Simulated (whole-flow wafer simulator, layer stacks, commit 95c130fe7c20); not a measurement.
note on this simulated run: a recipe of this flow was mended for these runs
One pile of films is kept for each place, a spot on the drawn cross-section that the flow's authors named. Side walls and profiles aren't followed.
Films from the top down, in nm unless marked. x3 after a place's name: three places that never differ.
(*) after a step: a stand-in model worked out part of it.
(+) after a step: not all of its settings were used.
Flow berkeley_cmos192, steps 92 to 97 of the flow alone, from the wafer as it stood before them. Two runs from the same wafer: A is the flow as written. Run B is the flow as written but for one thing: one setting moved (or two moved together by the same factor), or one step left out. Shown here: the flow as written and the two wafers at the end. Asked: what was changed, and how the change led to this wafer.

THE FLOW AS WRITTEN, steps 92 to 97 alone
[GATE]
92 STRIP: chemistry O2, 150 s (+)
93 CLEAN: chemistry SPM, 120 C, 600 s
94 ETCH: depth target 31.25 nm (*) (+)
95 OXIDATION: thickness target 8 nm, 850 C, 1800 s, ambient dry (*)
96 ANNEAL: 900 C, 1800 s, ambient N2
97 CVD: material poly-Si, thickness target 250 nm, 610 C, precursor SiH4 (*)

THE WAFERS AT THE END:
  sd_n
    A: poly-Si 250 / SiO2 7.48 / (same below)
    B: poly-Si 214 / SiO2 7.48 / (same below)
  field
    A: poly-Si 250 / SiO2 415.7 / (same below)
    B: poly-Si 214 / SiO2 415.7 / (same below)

The cause: step 97, CVD: thickness target 214 nm was run, where the flow has thickness target 250 nm.
It can be read off the wafer: sd_n has poly-Si 214, and step 97 as written asks for 250 nm.

How the change led to this, step by step:
  97 CVD: material poly-Si, thickness target 250 nm, 610 C, precursor SiH4 (*)
      field, sd_n, spacer_n, gate, sd_p, spacer_p x2, contact, m1: A poly-Si +250 (new film) | B poly-Si +214 (new film)
